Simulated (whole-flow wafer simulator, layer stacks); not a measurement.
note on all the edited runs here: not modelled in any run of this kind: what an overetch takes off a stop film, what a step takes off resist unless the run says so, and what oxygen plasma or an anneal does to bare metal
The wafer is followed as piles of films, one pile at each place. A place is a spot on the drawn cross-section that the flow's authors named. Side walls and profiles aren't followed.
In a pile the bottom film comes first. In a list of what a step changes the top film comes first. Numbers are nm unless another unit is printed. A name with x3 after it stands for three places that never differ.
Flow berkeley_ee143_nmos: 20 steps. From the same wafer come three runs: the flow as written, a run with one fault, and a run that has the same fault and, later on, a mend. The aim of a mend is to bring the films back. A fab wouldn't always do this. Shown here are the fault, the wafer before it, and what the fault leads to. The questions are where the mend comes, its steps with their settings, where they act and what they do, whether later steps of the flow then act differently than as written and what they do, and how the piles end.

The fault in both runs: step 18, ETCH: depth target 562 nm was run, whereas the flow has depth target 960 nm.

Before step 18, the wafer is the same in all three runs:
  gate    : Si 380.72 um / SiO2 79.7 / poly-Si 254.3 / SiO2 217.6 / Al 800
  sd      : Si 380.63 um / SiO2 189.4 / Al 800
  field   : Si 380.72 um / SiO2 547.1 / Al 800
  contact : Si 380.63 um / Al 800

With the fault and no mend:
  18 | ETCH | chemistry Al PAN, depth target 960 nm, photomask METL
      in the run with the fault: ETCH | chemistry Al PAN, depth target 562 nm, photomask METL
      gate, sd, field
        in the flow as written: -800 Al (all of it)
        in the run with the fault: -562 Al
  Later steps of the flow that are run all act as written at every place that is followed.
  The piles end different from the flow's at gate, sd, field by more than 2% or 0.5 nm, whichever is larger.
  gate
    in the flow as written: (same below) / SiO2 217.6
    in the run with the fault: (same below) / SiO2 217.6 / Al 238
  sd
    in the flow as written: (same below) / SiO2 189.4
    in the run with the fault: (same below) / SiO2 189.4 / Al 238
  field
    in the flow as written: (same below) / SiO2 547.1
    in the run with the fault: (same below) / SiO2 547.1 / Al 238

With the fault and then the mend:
  The mend stands after step 18.
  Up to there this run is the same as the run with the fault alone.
  18a | ETCH | chemistry Al PAN, depth target 398 nm, photomask METL (the flow's step 18 again, with other settings)
      gate, sd, field
        -238 Al (all of it)
  Later steps of the flow that are run all act as written at every place that is followed.
  By the end, the piles equal the flow's at every place that both follow.
